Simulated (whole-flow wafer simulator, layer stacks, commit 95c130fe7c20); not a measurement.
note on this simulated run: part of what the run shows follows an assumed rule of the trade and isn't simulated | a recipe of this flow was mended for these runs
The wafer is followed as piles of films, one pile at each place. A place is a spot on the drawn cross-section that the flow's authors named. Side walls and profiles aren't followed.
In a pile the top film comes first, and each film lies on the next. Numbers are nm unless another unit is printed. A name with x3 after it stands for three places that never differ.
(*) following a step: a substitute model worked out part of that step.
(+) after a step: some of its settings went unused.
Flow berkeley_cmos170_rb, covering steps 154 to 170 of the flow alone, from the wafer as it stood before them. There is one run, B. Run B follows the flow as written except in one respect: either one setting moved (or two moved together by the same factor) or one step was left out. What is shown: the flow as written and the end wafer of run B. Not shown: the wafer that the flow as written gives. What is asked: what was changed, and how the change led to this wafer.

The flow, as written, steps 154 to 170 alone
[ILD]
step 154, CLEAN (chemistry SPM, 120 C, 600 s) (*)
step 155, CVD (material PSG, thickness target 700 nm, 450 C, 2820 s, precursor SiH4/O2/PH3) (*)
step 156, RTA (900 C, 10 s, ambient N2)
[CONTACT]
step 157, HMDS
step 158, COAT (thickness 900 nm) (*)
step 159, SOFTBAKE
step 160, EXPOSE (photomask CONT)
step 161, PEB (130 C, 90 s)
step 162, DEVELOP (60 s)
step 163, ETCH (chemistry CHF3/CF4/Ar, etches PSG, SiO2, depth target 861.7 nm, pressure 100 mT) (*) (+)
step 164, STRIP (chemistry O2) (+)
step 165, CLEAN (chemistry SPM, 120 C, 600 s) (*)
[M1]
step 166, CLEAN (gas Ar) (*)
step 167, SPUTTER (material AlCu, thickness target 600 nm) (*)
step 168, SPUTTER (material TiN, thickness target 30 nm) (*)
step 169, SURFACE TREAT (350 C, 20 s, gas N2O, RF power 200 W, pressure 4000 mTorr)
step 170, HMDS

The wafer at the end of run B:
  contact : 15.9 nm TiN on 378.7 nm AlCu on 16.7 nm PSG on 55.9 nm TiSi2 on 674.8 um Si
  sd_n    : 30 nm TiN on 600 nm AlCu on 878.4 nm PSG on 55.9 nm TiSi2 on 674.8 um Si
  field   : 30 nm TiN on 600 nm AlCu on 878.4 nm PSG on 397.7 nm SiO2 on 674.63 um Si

Cause: step 155, CVD: thickness target 883.8 nm was run, though the flow has thickness target 700 nm; step 155, CVD: 3560 s was run, where the flow has 2820 s.

The path from the change to this, step by step:
  step 155, CVD (material PSG, thickness target 700 nm, 450 C, 2820 s, precursor SiH4/O2/PH3) (*)
      field, sd_n, spacer_n, gate, spacer_p, gate_p, contact, m1: PSG gains 883.8 (new film) (as written it would have been: PSG gains 700 (new film))
      sd_p: PSG gains 883.8 (new film) (as written it would have been: PSG gains 664.1 (new film))
  step 158, COAT (thickness 900 nm) (*)
      sd_p: KrF-resist gains 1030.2 (new film) (as written it would have been: KrF-resist gains 1055.8 (new film))
  step 163, ETCH (chemistry CHF3/CF4/Ar, etches PSG, SiO2, depth target 861.7 nm, pressure 100 mT) (*) (+)
      contact: PSG loses 861.7 (as written it would have been: PSG loses 700 (all of it), TiSi2 loses 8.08)
  step 164, STRIP (chemistry O2) (+)
      sd_p: KrF-resist loses 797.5 (all of it) (as written it would have been: KrF-resist loses 823 (all of it))
  step 166, CLEAN (gas Ar) (*)
      contact: PSG loses 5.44 (as written it would have been: TiSi2 loses 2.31)
  step 167, SPUTTER (material AlCu, thickness target 600 nm) (*)
      sd_p: AlCu gains 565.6 (new film) (as written it would have been: AlCu gains 549.6 (new film))
      contact: AlCu gains 378.7 (new film) (as written it would have been: AlCu gains 415.5 (new film))
  step 168, SPUTTER (material TiN, thickness target 30 nm) (*)
      sd_p: TiN gains 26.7 (new film) (as written it would have been: TiN gains 25.8 (new film))
